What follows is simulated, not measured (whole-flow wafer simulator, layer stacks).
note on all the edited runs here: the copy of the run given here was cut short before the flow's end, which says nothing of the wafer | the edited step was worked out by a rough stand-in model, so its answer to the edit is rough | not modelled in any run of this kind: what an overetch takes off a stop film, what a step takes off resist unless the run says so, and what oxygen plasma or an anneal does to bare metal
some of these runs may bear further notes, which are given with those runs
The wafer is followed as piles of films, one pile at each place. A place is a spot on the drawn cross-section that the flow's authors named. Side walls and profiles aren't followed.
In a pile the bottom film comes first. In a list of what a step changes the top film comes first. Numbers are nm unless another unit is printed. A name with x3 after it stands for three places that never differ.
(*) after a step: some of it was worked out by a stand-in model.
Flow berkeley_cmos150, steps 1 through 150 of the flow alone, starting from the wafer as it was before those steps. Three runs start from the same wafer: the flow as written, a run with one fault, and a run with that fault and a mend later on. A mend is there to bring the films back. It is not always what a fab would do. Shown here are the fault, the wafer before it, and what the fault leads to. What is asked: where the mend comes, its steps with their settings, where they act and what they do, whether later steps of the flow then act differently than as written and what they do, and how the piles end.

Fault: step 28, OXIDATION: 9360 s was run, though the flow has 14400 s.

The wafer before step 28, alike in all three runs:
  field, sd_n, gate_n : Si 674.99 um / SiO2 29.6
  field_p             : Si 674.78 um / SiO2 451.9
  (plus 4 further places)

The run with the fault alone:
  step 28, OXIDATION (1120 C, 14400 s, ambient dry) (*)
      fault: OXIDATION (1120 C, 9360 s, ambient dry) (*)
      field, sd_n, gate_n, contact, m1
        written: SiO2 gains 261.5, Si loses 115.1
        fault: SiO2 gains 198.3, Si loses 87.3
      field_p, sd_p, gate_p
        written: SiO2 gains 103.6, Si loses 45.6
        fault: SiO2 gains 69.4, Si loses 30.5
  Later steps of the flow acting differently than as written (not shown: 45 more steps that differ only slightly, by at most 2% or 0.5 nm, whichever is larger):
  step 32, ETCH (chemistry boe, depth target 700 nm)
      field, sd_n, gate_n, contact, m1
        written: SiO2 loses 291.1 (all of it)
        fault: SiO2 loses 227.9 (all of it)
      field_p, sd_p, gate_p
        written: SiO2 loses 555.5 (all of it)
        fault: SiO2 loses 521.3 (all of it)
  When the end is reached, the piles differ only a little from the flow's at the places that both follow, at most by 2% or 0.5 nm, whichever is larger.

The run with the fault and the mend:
  After step 28 comes the mend.
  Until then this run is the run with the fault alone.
  step 28a, OXIDATION (1120 C, 5040 s, ambient dry) (*) (the flow's step 28 again, with other settings)
      field, sd_n, gate_n, contact, m1
        SiO2 gains 63.2, Si loses 27.8
      field_p, sd_p, gate_p
        SiO2 gains 34.2, Si loses 15
  None of the later steps of the flow acts differently than as written at any place that is followed.
  By the end, the piles equal the flow's at every place that both follow.
